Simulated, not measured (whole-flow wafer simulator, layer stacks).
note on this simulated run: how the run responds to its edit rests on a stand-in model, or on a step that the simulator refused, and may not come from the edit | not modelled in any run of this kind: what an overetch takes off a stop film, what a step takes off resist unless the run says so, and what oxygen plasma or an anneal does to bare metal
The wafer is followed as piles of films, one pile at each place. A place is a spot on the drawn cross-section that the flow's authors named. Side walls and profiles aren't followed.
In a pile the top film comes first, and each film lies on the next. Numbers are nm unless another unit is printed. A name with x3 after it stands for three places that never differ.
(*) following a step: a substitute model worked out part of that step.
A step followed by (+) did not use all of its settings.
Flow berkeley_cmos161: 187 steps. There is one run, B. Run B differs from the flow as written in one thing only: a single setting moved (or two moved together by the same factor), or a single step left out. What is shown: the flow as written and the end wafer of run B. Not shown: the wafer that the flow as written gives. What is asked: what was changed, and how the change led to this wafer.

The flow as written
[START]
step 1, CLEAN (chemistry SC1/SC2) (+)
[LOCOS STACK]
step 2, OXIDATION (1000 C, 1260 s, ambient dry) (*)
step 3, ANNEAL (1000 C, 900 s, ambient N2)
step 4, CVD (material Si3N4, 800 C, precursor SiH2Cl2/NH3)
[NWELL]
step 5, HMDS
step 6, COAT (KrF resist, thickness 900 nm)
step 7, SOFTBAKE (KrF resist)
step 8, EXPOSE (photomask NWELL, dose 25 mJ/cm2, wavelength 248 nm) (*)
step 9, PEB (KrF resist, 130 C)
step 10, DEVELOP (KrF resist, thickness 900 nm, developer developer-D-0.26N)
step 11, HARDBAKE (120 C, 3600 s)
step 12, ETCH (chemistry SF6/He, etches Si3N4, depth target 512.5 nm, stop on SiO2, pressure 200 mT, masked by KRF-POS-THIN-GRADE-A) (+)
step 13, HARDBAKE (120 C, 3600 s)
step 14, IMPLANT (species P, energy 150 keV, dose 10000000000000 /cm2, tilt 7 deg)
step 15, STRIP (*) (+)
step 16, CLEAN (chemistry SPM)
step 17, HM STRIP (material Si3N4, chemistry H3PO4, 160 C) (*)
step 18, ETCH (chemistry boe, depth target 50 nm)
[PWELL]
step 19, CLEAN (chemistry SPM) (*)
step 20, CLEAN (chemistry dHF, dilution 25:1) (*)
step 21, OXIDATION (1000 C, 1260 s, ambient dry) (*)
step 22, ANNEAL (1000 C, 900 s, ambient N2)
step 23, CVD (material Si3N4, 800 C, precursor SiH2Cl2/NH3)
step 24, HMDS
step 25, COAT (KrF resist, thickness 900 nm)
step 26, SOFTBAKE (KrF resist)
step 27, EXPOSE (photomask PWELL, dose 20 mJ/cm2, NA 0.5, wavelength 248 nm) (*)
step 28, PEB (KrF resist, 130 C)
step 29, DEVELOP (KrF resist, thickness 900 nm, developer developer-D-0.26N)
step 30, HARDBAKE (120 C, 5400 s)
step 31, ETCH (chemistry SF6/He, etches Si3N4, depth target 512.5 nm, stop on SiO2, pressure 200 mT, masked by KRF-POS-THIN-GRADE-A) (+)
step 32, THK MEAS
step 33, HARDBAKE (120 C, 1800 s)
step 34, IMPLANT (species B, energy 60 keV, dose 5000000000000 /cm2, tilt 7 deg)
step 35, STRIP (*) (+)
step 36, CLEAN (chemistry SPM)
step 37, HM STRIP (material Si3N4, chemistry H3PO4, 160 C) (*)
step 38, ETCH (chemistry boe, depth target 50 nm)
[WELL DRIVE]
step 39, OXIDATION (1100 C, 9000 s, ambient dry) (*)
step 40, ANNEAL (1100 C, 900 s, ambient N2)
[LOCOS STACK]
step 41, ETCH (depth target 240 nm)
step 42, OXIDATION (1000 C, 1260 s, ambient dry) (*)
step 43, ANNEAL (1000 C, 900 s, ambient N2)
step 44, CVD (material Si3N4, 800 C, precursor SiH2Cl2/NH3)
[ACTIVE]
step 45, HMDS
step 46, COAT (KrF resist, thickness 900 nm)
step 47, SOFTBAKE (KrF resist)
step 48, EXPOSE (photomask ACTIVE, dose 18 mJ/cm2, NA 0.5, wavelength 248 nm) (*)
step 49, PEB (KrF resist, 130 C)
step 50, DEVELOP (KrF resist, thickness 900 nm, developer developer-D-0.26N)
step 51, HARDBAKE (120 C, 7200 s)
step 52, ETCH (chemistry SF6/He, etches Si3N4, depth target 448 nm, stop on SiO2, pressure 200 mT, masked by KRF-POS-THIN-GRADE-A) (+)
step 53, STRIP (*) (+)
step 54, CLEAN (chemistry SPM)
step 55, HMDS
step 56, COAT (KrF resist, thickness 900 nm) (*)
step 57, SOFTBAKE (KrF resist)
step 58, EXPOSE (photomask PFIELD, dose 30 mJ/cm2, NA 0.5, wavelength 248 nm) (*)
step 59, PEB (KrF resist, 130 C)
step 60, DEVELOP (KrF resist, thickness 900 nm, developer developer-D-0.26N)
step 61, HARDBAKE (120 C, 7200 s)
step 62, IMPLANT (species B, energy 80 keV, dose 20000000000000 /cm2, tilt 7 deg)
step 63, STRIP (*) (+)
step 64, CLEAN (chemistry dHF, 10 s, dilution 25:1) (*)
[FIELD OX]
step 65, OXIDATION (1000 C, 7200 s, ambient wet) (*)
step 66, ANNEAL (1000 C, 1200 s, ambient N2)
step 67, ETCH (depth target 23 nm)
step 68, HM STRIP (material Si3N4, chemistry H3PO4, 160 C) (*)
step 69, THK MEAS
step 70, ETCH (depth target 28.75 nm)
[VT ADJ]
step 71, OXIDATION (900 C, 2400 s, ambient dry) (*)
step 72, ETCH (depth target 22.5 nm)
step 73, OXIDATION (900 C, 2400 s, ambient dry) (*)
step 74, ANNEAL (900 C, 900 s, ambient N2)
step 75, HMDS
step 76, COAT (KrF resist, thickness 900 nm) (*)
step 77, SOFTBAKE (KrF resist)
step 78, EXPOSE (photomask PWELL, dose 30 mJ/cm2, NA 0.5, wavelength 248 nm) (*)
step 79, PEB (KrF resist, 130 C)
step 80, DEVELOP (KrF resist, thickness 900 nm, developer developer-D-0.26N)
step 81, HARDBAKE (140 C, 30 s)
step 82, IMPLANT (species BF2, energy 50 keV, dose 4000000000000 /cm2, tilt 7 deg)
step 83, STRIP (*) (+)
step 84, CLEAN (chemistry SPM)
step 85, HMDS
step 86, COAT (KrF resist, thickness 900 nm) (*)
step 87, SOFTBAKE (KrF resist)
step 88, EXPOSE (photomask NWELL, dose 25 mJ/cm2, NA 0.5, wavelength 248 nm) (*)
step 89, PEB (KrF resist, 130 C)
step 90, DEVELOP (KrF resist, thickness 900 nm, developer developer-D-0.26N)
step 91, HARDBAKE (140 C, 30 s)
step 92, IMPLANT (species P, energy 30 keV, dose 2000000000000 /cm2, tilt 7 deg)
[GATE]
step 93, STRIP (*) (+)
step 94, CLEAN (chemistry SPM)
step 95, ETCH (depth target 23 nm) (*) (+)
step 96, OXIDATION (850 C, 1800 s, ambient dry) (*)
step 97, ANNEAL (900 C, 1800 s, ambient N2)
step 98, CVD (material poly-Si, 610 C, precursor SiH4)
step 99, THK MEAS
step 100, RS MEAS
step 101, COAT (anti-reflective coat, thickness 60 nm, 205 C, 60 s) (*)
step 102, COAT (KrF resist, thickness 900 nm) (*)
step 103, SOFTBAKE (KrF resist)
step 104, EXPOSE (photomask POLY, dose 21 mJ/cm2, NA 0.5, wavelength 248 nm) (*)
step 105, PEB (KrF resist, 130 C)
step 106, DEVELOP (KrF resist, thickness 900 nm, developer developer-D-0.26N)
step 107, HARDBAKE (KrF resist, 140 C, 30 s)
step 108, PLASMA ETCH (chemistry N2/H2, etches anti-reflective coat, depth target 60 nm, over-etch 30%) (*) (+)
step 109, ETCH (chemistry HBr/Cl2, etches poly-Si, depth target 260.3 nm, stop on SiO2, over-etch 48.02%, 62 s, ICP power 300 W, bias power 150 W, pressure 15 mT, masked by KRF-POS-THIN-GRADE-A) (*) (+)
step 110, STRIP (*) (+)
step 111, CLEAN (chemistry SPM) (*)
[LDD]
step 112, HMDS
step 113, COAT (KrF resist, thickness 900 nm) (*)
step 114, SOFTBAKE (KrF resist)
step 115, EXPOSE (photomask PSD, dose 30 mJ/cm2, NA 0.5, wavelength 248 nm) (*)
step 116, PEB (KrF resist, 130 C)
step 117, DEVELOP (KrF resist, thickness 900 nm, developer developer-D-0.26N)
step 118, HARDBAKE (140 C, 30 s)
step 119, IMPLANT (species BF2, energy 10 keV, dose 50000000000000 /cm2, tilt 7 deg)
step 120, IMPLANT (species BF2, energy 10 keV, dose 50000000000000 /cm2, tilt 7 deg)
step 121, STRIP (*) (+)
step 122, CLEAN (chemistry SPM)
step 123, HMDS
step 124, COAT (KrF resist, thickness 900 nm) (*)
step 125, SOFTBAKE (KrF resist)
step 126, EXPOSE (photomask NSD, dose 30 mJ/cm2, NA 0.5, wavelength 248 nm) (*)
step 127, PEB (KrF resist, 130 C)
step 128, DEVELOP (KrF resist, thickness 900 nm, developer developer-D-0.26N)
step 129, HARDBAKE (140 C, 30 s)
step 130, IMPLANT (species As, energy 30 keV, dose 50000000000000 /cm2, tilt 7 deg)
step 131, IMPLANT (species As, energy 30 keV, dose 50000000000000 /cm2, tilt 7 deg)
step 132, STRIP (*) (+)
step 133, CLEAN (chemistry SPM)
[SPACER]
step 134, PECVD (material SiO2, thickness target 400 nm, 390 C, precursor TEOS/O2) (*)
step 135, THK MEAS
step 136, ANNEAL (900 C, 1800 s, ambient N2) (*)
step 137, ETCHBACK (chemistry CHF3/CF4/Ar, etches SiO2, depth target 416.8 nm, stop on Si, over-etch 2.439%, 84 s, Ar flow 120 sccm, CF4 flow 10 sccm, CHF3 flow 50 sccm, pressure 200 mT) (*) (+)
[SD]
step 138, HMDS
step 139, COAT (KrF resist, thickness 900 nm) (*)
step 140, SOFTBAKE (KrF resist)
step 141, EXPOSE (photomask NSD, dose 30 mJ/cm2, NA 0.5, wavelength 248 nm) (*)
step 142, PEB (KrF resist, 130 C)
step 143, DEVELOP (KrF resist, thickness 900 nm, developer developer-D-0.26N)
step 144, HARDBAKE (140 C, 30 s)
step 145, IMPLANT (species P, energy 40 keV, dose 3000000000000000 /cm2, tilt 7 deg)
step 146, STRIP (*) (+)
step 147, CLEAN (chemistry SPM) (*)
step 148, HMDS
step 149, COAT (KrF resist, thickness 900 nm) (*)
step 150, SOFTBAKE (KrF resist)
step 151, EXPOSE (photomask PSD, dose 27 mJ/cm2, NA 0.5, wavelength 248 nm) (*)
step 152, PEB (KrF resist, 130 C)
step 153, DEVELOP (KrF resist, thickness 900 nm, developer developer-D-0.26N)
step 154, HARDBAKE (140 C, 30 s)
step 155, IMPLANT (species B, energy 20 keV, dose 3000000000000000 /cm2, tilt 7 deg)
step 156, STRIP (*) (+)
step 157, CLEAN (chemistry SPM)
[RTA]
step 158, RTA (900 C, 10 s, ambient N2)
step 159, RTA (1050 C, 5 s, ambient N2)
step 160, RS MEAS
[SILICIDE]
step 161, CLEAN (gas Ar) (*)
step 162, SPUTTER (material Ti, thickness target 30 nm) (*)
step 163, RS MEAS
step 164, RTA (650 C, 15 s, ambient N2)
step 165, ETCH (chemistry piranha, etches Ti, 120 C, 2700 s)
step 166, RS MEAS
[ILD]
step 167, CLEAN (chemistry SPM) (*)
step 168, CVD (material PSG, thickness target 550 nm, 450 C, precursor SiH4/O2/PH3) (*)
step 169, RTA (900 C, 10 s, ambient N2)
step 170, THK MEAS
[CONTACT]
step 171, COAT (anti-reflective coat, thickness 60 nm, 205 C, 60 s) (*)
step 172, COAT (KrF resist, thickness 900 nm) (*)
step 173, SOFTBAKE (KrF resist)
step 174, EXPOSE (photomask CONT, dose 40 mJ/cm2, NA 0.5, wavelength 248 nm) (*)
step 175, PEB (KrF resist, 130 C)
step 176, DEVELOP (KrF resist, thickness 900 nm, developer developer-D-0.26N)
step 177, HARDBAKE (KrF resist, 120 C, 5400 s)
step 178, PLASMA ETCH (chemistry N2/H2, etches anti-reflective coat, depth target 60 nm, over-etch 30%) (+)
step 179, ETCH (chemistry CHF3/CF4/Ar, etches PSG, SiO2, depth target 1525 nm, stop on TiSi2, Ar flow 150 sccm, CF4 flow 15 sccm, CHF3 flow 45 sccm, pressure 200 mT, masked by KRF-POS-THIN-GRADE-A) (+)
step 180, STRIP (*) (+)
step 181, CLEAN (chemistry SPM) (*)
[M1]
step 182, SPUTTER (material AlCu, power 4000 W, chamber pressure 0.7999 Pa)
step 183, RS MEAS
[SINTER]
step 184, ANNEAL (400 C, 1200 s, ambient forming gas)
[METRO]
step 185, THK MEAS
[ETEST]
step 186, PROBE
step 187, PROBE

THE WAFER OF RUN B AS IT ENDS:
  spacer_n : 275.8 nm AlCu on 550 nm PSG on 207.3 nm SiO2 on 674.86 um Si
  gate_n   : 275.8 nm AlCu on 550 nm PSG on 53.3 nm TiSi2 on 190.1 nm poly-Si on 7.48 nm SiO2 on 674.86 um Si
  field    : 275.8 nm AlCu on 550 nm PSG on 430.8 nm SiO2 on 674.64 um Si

The reason: step 72, ETCH: depth target 22.5 nm, was omitted.

Step by step, how the change led to this:
  step 73, OXIDATION (900 C, 2400 s, ambient dry) (*)
      sd_n, spacer_n, gate_n, sd_p, spacer_p, gate_p, contact, m1: SiO2 gains 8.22, Si loses 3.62 (in the flow as written it would be: SiO2 gains 14.9 (new film), Si loses 6.57)
  step 95, ETCH (depth target 23 nm) (*) (+)
      sd_n, spacer_n, gate_n, sd_p, spacer_p, gate_p, contact, m1: SiO2 loses 23.2 (all of it) (in the flow as written it would be: SiO2 loses 14.9 (all of it))
  step 101, COAT (anti-reflective coat, thickness 60 nm, 205 C, 60 s) (*)
      sd_n: anti-reflective coat gains 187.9 (new film) (in the flow as written it would be: anti-reflective coat gains 173.5 (new film))
      spacer_n: anti-reflective coat gains 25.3 (new film) (in the flow as written it would be: anti-reflective coat gains 28.7 (new film))
      (also at 6 further places)
  step 108, PLASMA ETCH (chemistry N2/H2, etches anti-reflective coat, depth target 60 nm, over-etch 30%) (*) (+)
      sd_n: anti-reflective coat loses 187.9 (all of it), poly-Si loses 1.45 (in the flow as written it would be: anti-reflective coat loses 173.5 (all of it), poly-Si loses 1.33)
      spacer_n: anti-reflective coat loses 25.3 (all of it), poly-Si loses 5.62 (in the flow as written it would be: anti-reflective coat loses 28.7 (all of it), poly-Si loses 5.05)
      (also at 4 further places)
  step 110, STRIP (*) (+)
      gate_n: chemical SiO2 gains 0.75 (new film), KrF resist loses 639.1 (all of it), anti-reflective coat loses 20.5 (all of it), poly-Si loses 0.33 (in the flow as written it would be: chemical SiO2 gains 0.75 (new film), KrF resist loses 626.8 (all of it), anti-reflective coat loses 23.7 (all of it), poly-Si loses 0.33)
      gate_p: chemical SiO2 gains 0.75 (new film), KrF resist loses 605.5 (all of it), anti-reflective coat loses 26.3 (all of it), poly-Si loses 0.33 (in the flow as written it would be: chemical SiO2 gains 0.75 (new film), KrF resist loses 598.2 (all of it), anti-reflective coat loses 27.9 (all of it), poly-Si loses 0.33)
  step 171, COAT (anti-reflective coat, thickness 60 nm, 205 C, 60 s) (*)
      sd_n: anti-reflective coat gains 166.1 (new film) (in the flow as written it would be: anti-reflective coat gains 149.7 (new film))
      gate_n: anti-reflective coat gains 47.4 (new film) (in the flow as written it would be: anti-reflective coat gains 46.1 (new film))
      (also at 3 further places)
  step 180, STRIP (*) (+)
      sd_n: KrF resist loses 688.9 (all of it), anti-reflective coat loses 166.1 (all of it) (in the flow as written it would be: KrF resist loses 692.5 (all of it), anti-reflective coat loses 149.7 (all of it))
      spacer_n: KrF resist loses 648.2 (all of it), anti-reflective coat loses 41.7 (all of it) (in the flow as written it would be: KrF resist loses 635.2 (all of it), anti-reflective coat loses 41.3 (all of it))
      (also at 4 further places)
  step 182, SPUTTER (material AlCu, power 4000 W, chamber pressure 0.7999 Pa)
      sd_p: AlCu gains 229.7 (new film) (in the flow as written it would be: AlCu gains 234.7 (new film))
